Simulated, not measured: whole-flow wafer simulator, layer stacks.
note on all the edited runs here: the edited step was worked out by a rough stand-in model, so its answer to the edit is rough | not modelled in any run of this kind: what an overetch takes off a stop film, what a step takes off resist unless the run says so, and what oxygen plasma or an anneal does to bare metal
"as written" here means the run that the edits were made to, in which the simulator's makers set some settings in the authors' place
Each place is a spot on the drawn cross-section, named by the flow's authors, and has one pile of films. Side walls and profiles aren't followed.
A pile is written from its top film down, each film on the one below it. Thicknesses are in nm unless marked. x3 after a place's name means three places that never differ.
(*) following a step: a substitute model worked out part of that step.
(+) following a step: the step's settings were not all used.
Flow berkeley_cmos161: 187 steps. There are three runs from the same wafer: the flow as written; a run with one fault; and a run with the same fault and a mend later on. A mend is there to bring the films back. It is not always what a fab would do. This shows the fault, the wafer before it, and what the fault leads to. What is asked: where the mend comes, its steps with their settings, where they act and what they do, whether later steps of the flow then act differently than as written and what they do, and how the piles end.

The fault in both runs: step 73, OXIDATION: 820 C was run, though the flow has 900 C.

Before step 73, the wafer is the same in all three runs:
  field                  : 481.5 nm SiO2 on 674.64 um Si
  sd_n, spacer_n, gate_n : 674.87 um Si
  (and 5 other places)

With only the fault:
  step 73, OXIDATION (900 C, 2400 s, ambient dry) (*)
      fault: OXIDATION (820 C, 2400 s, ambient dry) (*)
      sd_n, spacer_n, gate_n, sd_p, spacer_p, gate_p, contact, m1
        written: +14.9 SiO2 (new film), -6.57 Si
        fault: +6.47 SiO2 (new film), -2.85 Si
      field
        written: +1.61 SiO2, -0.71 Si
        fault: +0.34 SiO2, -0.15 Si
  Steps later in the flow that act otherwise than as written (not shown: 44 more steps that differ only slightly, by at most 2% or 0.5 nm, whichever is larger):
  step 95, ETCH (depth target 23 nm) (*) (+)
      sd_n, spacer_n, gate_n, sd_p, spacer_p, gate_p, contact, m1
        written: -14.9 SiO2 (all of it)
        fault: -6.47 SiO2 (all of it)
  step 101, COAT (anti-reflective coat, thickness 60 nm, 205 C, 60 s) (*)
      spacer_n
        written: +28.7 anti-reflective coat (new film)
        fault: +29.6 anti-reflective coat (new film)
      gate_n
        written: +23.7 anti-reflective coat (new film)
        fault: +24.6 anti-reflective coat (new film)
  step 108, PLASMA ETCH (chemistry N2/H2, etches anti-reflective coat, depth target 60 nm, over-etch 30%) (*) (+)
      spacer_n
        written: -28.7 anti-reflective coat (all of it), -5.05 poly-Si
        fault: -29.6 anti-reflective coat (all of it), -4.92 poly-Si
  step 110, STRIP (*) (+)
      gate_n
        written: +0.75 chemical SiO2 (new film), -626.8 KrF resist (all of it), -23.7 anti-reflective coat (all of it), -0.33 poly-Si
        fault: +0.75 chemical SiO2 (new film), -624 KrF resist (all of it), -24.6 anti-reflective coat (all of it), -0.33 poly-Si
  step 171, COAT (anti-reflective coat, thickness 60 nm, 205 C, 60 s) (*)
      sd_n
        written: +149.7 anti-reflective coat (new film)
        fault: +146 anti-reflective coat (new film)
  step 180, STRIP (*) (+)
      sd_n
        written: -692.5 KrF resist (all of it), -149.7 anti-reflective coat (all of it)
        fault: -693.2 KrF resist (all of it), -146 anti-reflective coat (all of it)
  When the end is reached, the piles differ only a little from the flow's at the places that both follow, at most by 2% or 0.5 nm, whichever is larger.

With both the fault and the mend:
  After step 74 comes the mend.
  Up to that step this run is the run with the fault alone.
  step 74a, OXIDATION (900 C, 1735 s, ambient dry) (*) (the flow's step 73 again, with other settings)
      sd_n, spacer_n, gate_n, sd_p, spacer_p, gate_p, contact, m1
        +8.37 SiO2, -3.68 Si
      field
        +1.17 SiO2, -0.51 Si
  Every later step of the flow that is run acts as written, at every place that is followed, to within 2% or 0.5 nm, whichever is larger.
  When the end is reached, the piles differ only a little from the flow's at the places that both follow, at most by 2% or 0.5 nm, whichever is larger.
